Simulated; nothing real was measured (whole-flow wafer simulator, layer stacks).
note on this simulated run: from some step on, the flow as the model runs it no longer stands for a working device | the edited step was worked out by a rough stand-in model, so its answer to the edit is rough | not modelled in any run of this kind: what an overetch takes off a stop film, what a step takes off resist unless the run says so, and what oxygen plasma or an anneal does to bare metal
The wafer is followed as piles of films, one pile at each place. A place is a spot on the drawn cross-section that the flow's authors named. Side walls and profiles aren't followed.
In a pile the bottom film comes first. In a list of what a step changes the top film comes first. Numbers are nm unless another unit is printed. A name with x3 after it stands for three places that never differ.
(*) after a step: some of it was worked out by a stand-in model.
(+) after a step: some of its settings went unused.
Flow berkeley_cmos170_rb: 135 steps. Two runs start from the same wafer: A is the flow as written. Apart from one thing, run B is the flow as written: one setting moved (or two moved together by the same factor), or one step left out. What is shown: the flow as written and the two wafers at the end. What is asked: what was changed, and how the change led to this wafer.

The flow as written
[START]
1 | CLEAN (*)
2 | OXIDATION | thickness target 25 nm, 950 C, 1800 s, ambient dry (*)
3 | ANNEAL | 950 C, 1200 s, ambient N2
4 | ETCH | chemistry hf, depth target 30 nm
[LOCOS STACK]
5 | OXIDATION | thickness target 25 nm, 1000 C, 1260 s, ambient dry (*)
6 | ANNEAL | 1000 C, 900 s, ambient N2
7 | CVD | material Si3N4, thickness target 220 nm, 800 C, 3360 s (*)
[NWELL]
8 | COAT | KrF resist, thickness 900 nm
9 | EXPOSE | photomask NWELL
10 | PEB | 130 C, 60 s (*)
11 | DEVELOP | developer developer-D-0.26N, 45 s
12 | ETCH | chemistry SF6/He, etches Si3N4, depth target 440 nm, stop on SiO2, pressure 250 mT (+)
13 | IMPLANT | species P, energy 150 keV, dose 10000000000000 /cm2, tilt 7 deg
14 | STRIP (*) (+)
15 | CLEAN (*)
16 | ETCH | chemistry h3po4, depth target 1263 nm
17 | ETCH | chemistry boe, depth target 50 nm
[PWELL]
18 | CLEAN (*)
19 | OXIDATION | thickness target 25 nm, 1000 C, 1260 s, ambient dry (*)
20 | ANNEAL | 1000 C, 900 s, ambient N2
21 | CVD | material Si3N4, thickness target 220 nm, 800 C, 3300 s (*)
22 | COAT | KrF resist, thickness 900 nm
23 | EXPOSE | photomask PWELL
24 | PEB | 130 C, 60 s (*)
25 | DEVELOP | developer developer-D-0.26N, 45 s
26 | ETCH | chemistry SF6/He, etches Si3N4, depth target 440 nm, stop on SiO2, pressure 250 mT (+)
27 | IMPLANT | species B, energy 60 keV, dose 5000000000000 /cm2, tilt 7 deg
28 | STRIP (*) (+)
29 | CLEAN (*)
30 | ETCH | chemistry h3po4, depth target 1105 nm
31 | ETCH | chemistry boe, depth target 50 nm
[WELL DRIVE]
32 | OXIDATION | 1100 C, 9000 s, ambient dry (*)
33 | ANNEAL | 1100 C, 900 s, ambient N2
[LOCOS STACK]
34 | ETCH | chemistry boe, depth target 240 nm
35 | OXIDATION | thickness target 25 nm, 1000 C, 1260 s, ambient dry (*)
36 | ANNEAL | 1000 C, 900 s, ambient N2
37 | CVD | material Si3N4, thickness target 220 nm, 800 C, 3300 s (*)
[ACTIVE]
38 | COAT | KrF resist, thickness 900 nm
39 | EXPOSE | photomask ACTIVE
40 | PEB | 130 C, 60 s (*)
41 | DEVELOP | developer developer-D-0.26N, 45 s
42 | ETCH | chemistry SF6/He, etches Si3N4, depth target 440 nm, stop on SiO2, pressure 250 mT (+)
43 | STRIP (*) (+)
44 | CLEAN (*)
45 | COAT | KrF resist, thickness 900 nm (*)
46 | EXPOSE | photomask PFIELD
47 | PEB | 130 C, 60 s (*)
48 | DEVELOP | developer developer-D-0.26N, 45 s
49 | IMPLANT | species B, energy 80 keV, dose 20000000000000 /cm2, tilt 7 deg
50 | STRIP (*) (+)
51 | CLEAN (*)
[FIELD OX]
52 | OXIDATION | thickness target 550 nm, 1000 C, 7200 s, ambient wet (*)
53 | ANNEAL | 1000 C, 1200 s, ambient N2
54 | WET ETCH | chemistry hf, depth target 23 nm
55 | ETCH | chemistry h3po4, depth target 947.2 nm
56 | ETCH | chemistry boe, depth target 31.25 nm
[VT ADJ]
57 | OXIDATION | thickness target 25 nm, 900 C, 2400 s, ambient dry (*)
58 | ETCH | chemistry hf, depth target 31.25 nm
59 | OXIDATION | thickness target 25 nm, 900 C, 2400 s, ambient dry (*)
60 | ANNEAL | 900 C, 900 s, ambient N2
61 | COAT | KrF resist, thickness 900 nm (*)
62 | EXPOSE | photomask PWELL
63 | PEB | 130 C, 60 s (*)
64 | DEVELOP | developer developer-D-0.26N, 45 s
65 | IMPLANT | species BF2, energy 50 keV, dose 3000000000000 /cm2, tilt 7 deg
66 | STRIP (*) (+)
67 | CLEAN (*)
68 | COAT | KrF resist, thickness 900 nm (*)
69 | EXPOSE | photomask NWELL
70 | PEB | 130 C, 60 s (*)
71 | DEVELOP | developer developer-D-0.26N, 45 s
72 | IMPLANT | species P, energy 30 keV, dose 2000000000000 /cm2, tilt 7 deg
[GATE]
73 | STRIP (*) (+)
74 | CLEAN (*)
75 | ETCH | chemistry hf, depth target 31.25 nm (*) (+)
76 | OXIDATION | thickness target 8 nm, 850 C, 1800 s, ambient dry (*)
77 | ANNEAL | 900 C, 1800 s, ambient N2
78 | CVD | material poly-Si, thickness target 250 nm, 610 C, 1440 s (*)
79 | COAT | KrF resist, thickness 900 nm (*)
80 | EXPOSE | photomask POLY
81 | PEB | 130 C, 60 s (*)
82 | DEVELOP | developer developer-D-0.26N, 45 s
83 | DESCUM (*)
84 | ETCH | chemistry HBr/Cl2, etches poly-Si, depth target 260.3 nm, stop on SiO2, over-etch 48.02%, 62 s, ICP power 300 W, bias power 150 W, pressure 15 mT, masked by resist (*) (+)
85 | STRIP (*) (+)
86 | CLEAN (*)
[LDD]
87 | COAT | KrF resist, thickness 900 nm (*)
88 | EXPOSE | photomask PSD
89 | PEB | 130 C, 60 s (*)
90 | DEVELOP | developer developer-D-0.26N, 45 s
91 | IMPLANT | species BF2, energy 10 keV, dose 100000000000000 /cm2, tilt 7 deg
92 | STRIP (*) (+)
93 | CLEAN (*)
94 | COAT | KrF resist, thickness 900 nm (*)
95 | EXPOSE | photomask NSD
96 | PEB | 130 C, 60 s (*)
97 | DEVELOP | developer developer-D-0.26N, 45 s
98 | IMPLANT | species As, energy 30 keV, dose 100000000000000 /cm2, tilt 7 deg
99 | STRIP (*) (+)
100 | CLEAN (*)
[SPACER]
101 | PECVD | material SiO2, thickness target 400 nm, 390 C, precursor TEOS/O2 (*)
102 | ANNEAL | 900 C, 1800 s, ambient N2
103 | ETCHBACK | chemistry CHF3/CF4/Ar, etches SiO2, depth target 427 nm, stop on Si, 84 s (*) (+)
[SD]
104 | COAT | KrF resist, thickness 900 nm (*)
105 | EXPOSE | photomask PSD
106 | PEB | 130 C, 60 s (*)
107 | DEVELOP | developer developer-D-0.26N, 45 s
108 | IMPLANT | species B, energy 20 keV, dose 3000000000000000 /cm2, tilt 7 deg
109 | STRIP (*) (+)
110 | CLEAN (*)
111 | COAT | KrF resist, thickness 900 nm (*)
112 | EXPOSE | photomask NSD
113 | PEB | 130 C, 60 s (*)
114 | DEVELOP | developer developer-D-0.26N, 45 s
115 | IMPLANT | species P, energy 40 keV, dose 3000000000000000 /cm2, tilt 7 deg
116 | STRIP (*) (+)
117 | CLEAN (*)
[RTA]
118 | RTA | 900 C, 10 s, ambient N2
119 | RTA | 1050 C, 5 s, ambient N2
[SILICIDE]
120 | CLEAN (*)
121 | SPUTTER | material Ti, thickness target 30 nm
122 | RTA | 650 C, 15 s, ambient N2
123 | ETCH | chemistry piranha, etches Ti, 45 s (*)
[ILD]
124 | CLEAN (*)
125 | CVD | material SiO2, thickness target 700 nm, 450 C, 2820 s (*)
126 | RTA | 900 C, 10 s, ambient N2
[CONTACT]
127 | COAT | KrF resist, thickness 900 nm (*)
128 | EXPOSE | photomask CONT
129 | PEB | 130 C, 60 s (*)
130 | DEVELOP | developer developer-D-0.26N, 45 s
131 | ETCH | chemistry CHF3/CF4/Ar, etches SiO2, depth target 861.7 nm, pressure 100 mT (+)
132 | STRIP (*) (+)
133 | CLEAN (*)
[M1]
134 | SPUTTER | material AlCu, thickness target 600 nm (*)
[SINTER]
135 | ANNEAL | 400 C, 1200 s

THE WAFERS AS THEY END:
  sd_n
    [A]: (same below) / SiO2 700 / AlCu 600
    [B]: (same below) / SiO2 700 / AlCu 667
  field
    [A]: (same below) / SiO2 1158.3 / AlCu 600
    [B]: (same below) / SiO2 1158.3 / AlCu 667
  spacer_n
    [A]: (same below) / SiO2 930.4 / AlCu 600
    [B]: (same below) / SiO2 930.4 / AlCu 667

Cause: step 134, SPUTTER: thickness target 667 nm was run, whereas the flow has thickness target 600 nm.
The wafer lets one read it off: sd_n has AlCu 667, and step 134 as written asks for 600 nm.

Step by step, how the change led to this:
  134 | SPUTTER | material AlCu, thickness target 600 nm (*)
      field, sd_n, spacer_n, gate, spacer_p, gate_p, m1: A +600 AlCu (new film) | B +667 AlCu (new film)
      sd_p: A +545.9 AlCu (new film) | B +610.2 AlCu (new film)
      (as well as at 1 more place)
